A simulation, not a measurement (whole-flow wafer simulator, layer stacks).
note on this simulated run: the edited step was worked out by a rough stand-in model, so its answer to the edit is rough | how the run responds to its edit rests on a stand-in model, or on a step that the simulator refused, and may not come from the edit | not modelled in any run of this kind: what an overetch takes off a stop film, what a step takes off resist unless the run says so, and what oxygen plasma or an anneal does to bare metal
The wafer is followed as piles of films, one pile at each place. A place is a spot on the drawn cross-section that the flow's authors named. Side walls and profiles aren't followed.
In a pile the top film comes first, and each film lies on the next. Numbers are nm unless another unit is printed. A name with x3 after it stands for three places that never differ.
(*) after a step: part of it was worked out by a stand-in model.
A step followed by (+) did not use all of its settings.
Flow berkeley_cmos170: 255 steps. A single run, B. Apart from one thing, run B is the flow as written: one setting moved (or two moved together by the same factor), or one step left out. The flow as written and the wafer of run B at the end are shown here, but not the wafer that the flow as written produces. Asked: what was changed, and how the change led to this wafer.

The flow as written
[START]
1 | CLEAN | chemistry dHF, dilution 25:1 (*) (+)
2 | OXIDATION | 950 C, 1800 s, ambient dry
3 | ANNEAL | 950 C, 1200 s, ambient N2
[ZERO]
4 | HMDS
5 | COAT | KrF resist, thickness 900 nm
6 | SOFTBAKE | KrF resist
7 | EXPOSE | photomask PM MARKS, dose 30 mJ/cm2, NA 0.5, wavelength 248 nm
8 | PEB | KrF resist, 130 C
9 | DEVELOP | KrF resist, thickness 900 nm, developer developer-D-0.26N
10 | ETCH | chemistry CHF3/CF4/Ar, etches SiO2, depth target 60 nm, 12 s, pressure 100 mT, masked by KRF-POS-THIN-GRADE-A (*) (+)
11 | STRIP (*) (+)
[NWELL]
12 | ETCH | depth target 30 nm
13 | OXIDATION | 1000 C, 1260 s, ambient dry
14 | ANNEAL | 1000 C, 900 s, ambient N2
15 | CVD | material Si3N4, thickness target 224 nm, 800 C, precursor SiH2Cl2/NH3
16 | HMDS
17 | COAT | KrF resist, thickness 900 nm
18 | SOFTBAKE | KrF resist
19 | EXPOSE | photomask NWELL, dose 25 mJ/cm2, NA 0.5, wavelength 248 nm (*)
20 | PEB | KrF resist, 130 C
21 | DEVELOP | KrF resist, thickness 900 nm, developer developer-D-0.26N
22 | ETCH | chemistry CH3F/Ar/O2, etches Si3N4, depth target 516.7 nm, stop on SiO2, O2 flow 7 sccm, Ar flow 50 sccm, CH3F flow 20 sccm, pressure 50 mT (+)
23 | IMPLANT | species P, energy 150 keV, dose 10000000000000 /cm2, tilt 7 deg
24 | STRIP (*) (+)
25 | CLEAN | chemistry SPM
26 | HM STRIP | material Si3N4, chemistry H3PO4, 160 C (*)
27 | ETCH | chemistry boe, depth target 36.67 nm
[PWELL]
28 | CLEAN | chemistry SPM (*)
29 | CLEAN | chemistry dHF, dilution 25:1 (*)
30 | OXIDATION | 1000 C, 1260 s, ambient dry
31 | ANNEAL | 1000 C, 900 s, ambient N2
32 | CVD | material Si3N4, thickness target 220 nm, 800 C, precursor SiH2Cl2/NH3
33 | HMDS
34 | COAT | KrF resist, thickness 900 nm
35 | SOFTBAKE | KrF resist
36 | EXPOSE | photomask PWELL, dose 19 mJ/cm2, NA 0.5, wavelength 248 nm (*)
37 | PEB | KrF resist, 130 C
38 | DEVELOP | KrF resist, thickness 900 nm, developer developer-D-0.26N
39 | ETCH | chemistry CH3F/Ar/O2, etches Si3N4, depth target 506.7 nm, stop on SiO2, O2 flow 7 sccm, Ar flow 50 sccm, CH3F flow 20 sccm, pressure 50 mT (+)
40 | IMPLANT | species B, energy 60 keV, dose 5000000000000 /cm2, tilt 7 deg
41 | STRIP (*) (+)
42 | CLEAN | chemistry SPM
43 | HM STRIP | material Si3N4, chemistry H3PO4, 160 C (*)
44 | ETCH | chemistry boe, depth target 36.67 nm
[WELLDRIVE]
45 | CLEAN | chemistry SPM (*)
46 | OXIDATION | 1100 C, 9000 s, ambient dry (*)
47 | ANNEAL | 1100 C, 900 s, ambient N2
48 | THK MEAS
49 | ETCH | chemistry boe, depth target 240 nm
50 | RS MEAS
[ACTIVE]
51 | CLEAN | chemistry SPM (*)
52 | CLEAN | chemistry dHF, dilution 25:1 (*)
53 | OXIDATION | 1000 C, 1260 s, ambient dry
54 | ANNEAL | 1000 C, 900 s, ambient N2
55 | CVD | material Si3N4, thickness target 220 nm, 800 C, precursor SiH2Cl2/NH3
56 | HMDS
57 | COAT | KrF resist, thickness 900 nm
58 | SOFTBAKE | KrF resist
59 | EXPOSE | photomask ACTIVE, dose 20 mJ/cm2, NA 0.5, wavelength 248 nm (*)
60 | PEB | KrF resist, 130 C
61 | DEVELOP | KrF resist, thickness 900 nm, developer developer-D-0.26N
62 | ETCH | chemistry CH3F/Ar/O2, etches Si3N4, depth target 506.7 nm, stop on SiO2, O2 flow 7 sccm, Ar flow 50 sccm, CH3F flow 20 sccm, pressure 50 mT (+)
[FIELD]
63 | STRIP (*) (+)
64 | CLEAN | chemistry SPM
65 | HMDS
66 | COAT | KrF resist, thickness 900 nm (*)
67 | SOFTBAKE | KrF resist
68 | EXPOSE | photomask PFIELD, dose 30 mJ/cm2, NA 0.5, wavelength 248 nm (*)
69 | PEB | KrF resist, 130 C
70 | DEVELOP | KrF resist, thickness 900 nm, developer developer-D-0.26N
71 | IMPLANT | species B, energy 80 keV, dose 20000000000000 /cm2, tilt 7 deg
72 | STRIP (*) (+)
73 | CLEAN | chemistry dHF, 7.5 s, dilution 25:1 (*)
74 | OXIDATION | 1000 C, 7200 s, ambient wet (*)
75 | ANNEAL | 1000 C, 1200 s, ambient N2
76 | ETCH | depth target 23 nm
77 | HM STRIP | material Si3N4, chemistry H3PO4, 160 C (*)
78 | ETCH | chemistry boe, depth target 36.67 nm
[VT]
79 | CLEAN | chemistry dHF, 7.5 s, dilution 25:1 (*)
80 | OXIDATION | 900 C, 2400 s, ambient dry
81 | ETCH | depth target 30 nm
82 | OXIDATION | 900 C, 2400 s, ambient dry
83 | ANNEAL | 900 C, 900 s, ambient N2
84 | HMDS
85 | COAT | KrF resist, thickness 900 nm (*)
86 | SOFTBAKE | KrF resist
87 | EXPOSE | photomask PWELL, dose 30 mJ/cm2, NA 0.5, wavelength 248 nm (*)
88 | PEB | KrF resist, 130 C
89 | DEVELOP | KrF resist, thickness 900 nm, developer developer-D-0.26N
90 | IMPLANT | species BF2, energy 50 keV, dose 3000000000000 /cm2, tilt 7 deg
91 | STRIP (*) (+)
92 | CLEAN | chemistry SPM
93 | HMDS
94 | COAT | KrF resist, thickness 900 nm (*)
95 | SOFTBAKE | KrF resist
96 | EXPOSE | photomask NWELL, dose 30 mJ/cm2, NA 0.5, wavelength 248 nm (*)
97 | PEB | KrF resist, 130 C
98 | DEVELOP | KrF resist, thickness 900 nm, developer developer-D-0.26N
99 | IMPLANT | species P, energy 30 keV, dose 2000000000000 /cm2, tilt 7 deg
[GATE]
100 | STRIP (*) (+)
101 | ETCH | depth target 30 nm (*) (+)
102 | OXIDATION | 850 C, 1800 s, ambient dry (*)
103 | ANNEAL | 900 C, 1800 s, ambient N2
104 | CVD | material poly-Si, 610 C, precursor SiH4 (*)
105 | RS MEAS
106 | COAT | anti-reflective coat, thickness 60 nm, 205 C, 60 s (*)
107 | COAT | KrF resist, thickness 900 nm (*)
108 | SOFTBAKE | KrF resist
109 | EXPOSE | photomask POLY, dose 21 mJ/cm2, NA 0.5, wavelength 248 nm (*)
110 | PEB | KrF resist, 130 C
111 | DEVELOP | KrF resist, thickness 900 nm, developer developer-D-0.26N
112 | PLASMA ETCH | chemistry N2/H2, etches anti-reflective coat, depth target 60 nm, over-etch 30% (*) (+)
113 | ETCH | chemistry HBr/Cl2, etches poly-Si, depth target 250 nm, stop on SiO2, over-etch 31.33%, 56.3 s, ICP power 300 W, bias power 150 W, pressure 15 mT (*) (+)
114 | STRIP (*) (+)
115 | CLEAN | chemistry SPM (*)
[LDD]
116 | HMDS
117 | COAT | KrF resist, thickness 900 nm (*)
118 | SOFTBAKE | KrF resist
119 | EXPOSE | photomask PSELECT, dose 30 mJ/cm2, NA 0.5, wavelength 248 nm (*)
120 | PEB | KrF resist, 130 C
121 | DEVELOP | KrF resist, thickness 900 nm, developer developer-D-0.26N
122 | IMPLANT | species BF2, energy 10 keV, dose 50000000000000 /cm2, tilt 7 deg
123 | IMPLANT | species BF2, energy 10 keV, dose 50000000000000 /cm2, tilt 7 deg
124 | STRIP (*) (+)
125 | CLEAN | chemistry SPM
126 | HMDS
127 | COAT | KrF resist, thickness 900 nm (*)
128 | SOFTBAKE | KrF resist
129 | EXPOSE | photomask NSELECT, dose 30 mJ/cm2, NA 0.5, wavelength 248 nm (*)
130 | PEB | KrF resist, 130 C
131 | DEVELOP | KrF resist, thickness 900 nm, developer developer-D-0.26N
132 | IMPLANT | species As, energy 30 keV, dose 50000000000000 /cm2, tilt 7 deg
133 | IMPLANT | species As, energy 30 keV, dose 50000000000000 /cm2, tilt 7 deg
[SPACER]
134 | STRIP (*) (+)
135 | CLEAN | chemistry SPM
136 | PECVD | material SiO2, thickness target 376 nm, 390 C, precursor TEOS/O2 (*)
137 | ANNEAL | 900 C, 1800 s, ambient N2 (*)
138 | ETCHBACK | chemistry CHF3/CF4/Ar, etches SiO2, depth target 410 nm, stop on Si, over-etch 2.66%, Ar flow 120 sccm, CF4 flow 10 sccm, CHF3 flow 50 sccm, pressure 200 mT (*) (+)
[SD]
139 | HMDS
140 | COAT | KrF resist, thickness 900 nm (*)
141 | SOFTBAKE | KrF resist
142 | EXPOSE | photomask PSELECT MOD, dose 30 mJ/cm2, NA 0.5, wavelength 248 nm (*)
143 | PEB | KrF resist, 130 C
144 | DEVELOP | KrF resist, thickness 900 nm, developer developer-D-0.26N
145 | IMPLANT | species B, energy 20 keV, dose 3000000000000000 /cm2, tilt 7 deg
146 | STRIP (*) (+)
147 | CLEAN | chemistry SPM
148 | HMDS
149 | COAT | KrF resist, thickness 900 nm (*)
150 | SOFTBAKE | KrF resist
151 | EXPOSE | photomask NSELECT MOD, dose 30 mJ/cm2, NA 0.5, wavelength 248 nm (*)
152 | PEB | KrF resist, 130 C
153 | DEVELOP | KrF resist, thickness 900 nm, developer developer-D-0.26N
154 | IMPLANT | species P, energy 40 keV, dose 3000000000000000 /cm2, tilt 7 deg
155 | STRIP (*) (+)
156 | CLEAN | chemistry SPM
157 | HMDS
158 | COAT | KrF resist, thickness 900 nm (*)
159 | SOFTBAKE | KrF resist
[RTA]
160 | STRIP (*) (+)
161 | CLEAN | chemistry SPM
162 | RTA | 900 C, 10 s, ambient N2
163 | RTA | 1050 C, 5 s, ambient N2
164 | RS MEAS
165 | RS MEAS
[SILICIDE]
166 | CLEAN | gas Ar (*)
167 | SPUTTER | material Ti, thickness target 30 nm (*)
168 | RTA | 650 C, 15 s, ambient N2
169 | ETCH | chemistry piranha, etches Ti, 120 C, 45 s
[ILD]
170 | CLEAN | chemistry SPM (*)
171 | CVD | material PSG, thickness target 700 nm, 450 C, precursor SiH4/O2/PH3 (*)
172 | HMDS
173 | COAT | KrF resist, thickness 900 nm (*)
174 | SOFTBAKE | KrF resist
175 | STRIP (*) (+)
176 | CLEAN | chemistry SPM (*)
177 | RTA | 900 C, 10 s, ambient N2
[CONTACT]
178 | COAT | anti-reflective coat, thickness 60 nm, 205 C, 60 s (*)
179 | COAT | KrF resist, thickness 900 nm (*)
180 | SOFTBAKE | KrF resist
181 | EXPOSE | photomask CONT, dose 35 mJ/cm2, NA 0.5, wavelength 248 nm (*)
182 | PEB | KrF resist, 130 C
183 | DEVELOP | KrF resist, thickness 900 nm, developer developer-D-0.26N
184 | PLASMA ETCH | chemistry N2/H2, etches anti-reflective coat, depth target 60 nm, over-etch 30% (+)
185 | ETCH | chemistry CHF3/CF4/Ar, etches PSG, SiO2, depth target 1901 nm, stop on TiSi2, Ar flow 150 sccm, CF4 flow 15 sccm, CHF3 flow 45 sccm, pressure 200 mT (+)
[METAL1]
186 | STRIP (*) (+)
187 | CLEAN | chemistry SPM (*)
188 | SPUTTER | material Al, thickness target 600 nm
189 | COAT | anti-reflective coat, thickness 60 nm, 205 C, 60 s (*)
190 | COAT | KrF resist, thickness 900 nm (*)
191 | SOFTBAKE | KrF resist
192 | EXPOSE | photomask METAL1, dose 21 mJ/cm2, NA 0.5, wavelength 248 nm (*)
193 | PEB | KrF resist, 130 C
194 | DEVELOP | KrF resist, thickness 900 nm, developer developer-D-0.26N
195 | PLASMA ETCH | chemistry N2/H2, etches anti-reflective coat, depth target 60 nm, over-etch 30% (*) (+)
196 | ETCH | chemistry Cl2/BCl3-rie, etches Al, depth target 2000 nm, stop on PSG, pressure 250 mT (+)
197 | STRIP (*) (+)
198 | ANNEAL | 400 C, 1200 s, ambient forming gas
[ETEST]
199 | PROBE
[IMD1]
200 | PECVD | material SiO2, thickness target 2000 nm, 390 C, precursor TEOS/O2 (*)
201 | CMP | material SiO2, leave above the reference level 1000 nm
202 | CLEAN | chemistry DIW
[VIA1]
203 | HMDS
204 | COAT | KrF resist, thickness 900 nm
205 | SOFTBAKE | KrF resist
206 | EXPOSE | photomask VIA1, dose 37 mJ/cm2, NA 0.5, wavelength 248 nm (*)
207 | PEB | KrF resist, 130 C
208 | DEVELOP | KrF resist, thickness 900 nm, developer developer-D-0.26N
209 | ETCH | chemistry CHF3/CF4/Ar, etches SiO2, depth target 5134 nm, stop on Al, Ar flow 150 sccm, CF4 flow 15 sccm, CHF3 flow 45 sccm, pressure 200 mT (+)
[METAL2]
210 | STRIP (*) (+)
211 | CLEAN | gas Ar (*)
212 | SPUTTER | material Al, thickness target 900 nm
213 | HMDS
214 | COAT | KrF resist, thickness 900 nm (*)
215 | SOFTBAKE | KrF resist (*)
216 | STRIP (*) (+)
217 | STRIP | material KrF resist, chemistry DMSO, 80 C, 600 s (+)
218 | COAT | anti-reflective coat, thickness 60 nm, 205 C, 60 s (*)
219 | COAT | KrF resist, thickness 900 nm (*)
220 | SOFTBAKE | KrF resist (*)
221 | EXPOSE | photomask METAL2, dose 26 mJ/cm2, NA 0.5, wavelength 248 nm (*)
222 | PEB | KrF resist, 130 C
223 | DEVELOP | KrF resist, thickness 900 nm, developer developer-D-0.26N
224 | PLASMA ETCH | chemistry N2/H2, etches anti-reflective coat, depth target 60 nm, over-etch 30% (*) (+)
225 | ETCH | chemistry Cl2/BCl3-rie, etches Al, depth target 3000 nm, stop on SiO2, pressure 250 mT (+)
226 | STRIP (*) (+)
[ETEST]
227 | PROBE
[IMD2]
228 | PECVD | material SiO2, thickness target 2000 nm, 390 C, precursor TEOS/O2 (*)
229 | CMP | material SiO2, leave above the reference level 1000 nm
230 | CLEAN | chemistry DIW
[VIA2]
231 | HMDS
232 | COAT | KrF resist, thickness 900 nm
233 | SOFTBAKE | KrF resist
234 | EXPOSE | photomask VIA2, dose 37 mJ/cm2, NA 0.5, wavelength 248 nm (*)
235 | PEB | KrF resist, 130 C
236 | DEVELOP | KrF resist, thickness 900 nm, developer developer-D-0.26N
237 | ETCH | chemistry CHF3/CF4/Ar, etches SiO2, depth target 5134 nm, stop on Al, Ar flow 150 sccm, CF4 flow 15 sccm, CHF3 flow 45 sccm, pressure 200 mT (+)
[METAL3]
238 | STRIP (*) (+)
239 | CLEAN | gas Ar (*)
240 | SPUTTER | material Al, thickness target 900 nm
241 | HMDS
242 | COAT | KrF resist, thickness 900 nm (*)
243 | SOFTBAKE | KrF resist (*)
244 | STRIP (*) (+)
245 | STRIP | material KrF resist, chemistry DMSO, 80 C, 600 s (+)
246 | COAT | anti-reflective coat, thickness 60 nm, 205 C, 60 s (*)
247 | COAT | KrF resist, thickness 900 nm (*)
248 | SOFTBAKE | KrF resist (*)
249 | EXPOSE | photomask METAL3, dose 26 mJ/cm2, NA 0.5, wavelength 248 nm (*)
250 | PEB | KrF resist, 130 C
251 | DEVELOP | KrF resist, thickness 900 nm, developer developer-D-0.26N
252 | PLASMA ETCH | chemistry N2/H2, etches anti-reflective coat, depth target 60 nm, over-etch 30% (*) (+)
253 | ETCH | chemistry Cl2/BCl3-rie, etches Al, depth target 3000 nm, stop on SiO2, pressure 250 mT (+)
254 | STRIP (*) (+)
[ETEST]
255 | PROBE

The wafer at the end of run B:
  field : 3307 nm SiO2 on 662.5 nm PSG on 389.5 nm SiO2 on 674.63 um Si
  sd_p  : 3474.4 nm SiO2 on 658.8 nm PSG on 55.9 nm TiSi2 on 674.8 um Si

The reason: step 101, ETCH: depth target 21 nm was run, though the flow has depth target 30 nm.

How this came from the change, step by step:
  101 | ETCH | depth target 30 nm (*) (+)
      field: SiO2 loses 21 (as written it would have been: SiO2 loses 30)
  106 | COAT | anti-reflective coat, thickness 60 nm, 205 C, 60 s (*)
      field: anti-reflective coat gains 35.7 (new film) (as written it would have been: anti-reflective coat gains 34.7 (new film))
      sd_n: anti-reflective coat gains 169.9 (new film) (as written it would have been: anti-reflective coat gains 158.6 (new film))
      (also at 5 further places)
  112 | PLASMA ETCH | chemistry N2/H2, etches anti-reflective coat, depth target 60 nm, over-etch 30% (*) (+)
      field: anti-reflective coat loses 35.7 (all of it), poly-Si loses 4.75 (as written it would have been: anti-reflective coat loses 34.7 (all of it), poly-Si loses 4.4)
      sd_n: anti-reflective coat loses 169.9 (all of it), poly-Si loses 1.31 (as written it would have been: anti-reflective coat loses 158.6 (all of it), poly-Si loses 1.22)
      (also at 3 further places)
  114 | STRIP (*) (+)
      gate_n: chemical SiO2 gains 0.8 (new film), KrF resist loses 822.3 (all of it), anti-reflective coat loses 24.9 (all of it), poly-Si loses 0.35 (as written it would have been: chemical SiO2 gains 0.8 (new film), KrF resist loses 812.6 (all of it), anti-reflective coat loses 27.3 (all of it), poly-Si loses 0.35)
      gate_p: chemical SiO2 gains 0.8 (new film), KrF resist loses 787.1 (all of it), anti-reflective coat loses 28.4 (all of it), poly-Si loses 0.35 (as written it would have been: chemical SiO2 gains 0.8 (new film), KrF resist loses 782.1 (all of it), anti-reflective coat loses 29.6 (all of it), poly-Si loses 0.35)
  178 | COAT | anti-reflective coat, thickness 60 nm, 205 C, 60 s (*)
      sd_n: anti-reflective coat gains 140.4 (new film) (as written it would have been: anti-reflective coat gains 135.1 (new film))
      m2: anti-reflective coat gains 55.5 (new film) (as written it would have been: anti-reflective coat gains 56.7 (new film))
  186 | STRIP (*) (+)
      sd_n: KrF resist loses 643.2 (all of it), anti-reflective coat loses 140.4 (all of it) (as written it would have been: KrF resist loses 643.8 (all of it), anti-reflective coat loses 135.1 (all of it))
      m2: KrF resist loses 692.4 (all of it), anti-reflective coat loses 55.5 (all of it) (as written it would have been: KrF resist loses 689 (all of it), anti-reflective coat loses 56.7 (all of it))
  189 | COAT | anti-reflective coat, thickness 60 nm, 205 C, 60 s (*)
      m2: anti-reflective coat gains 59.8 (new film) (as written it would have been: anti-reflective coat gains 61.1 (new film))
  197 | STRIP (*) (+)
      m2: KrF resist loses 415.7 (all of it), anti-reflective coat loses 59.8 (all of it) (as written it would have been: KrF resist loses 412.9 (all of it), anti-reflective coat loses 61.1 (all of it))
